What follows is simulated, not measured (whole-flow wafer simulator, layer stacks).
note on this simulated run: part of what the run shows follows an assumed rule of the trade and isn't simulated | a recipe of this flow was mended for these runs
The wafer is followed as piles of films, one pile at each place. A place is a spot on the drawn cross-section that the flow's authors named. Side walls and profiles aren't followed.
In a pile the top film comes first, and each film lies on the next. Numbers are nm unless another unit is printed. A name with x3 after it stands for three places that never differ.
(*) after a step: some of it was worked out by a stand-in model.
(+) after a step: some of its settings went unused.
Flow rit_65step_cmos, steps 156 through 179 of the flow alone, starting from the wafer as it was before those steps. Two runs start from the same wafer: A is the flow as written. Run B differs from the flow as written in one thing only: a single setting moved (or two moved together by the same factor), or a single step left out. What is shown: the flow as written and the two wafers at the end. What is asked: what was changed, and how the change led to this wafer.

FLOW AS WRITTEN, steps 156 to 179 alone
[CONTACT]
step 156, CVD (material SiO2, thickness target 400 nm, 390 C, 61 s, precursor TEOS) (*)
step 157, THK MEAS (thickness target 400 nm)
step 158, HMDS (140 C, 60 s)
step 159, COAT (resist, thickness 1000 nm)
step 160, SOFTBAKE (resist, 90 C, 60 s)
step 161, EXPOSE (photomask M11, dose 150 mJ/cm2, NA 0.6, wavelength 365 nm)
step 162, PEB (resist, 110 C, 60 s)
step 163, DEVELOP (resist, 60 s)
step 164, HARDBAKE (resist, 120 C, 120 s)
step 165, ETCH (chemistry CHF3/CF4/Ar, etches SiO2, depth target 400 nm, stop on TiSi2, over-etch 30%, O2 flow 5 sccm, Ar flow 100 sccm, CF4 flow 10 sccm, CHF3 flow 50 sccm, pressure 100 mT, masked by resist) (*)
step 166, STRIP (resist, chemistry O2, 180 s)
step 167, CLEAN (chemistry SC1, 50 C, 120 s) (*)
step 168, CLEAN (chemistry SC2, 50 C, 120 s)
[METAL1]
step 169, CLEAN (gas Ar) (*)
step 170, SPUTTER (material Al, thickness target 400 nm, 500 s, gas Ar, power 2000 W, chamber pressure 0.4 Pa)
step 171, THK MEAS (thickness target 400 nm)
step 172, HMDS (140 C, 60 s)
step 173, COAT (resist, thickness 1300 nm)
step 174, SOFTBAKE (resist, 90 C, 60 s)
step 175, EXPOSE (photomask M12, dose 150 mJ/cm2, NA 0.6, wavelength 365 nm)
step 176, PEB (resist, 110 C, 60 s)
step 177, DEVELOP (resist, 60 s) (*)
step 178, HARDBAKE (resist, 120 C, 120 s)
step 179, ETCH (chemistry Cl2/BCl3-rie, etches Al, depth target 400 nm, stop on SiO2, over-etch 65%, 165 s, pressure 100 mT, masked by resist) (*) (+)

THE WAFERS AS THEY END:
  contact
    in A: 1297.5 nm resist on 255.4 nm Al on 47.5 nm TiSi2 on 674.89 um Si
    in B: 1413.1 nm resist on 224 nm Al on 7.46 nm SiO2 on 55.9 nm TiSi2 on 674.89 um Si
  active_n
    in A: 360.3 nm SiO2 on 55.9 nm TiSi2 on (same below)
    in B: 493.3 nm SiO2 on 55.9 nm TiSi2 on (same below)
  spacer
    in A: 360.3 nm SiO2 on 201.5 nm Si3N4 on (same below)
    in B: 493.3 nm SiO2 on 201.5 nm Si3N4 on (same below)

Cause: step 156, CVD: thickness target 533 nm was run, while the flow as written has thickness target 400 nm; step 156, CVD: 81 s was run, where the flow has 61 s.

How this came from the change, step by step:
  step 156, CVD (material SiO2, thickness target 400 nm, 390 C, 61 s, precursor TEOS) (*)
      active_n, active_p, gate_n and 7 more: A SiO2 gains 400 (new film) | B SiO2 gains 533 (new film)
      field, field_pw, field_nw, field_p: A SiO2 gains 400 | B SiO2 gains 533
  step 165, ETCH (chemistry CHF3/CF4/Ar, etches SiO2, depth target 400 nm, stop on TiSi2, over-etch 30%, O2 flow 5 sccm, Ar flow 100 sccm, CF4 flow 10 sccm, CHF3 flow 50 sccm, pressure 100 mT, masked by resist) (*)
      contact: A SiO2 loses 400 (all of it), TiSi2 loses 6 | B SiO2 loses 520
  step 169, CLEAN (gas Ar) (*)
      contact: A TiSi2 loses 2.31 | B SiO2 loses 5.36
  step 170, SPUTTER (material Al, thickness target 400 nm, 500 s, gas Ar, power 2000 W, chamber pressure 0.4 Pa)
      contact: A Al gains 255.4 (new film) | B Al gains 224 (new film)
  step 173, COAT (resist, thickness 1300 nm)
      contact: A resist gains 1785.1 (new film) | B resist gains 1913 (new film)
  step 176, PEB (resist, 110 C, 60 s)
      contact: A resist loses 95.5 | B resist loses 102.8
  step 178, HARDBAKE (resist, 120 C, 120 s)
      contact: A resist loses 62.1 | B resist loses 67.2
